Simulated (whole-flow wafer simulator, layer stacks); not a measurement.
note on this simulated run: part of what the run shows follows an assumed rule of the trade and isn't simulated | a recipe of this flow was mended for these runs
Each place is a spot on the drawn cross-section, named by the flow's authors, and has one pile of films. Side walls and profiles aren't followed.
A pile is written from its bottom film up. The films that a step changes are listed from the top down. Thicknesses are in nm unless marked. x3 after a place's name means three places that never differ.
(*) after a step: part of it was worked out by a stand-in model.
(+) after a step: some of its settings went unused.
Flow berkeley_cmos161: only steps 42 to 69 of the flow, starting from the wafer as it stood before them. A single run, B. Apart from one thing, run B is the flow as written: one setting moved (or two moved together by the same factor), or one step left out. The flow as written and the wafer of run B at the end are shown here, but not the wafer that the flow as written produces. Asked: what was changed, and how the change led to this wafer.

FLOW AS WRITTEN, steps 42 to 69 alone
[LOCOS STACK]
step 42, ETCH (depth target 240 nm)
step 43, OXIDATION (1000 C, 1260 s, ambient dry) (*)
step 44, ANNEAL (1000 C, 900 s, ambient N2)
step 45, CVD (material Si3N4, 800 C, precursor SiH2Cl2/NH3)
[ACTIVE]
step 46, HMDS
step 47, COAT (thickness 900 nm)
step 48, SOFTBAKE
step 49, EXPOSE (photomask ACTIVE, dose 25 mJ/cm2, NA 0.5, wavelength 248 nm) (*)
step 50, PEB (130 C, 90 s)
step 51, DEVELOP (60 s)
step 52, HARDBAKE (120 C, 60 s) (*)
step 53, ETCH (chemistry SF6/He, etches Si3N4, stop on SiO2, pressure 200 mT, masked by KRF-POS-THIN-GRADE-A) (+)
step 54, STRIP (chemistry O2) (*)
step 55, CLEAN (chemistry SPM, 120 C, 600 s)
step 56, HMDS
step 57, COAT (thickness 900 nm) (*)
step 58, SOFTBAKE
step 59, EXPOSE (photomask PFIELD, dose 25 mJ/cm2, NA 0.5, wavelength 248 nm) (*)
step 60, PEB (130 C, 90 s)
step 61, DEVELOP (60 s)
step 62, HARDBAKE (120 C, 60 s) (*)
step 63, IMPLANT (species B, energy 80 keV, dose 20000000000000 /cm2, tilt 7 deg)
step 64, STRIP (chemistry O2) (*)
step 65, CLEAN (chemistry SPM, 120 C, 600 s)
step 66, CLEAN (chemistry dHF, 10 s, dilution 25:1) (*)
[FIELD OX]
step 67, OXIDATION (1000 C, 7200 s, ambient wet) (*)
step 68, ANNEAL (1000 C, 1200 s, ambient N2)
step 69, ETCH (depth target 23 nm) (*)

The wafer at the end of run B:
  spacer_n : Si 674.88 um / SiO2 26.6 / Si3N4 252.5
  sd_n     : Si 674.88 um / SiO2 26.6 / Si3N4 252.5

What caused this: step 45, CVD: 835 C was run, though the flow has 800 C.

How this came from the change, step by step:
  step 45, CVD (material Si3N4, 800 C, precursor SiH2Cl2/NH3)
      field, sd_n, spacer_n and 6 more: +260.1 Si3N4 (new film) (in the flow as written it would be: +194.4 Si3N4 (new film))
  step 53, ETCH (chemistry SF6/He, etches Si3N4, stop on SiO2, pressure 200 mT, masked by KRF-POS-THIN-GRADE-A) (+)
      sd_n, spacer_n, gate_n, sd_p, spacer_p, gate_p, contact, m1: -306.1 KrF-resist (in the flow as written it would be: -234.7 KrF-resist)
      field: -260.1 Si3N4 (all of it), -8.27 SiO2 (in the flow as written it would be: -194.4 Si3N4 (all of it), -8.27 SiO2)
  step 54, STRIP (chemistry O2) (*)
      sd_n, spacer_n, gate_n, sd_p, spacer_p, gate_p, contact, m1: -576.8 KrF-resist (all of it) (in the flow as written it would be: -648.2 KrF-resist (all of it))
  step 57, COAT (thickness 900 nm) (*)
      sd_n: +762.8 KrF-resist (new film) (in the flow as written it would be: +796.1 KrF-resist (new film))
      spacer_n: +803.4 KrF-resist (new film) (in the flow as written it would be: +826.1 KrF-resist (new film))
      (also at 6 further places)
  step 64, STRIP (chemistry O2) (*)
      sd_n: -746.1 KrF-resist (all of it) (in the flow as written it would be: -779.3 KrF-resist (all of it))
      spacer_n: -786.6 KrF-resist (all of it) (in the flow as written it would be: -809.2 KrF-resist (all of it))
      (also at 6 further places)
  step 67, OXIDATION (1000 C, 7200 s, ambient wet) (*)
      sd_n, sd_p: +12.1 SiO2 (new film), -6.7 Si3N4 (in the flow as written it would be: +12.1 SiO2 (new film), -6.7 Si3N4, +0.25 SiO2, -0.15 Si)
